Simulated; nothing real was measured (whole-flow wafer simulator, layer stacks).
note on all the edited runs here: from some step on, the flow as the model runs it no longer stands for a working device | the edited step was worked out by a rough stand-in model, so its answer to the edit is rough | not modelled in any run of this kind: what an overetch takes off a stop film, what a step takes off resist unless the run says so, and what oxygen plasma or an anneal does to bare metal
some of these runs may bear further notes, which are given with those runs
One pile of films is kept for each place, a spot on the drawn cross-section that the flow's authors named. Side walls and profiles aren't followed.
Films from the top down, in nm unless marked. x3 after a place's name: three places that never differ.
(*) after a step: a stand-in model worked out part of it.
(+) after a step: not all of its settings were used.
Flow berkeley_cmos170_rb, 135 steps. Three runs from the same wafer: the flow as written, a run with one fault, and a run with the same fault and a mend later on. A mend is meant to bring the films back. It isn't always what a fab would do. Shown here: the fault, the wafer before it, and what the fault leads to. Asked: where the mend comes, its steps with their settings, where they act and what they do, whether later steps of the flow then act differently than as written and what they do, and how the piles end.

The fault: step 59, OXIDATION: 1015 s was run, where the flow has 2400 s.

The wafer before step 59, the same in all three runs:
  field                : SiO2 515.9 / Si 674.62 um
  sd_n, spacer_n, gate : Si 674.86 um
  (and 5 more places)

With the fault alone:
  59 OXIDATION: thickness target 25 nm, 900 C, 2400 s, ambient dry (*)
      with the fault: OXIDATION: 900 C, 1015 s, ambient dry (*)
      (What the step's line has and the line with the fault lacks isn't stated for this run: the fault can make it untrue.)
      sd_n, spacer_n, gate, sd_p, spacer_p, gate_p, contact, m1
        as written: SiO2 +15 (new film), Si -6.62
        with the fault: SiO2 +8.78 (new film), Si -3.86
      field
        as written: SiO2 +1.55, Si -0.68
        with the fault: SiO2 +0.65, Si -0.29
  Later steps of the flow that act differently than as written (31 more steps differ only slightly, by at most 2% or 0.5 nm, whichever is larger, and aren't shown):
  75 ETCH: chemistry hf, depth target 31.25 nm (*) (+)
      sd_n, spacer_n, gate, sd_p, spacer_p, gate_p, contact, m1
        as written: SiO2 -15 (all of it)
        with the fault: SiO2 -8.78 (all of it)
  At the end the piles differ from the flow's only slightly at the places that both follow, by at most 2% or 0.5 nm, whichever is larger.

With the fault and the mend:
  The mend comes after step 60.
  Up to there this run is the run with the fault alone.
  60a OXIDATION: 900 C, 1345 s, ambient dry (*) (the flow's step 59 once more, with other settings)
      sd_n, spacer_n, gate, sd_p, spacer_p, gate_p, contact, m1
        SiO2 +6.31, Si -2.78
      field
        SiO2 +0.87, Si -0.38
  No later step of the flow acts differently than as written, at any place that is followed, by more than 2% or 0.5 nm, whichever is larger.
  At the end the piles differ from the flow's only slightly at the places that both follow, by at most 2% or 0.5 nm, whichever is larger.
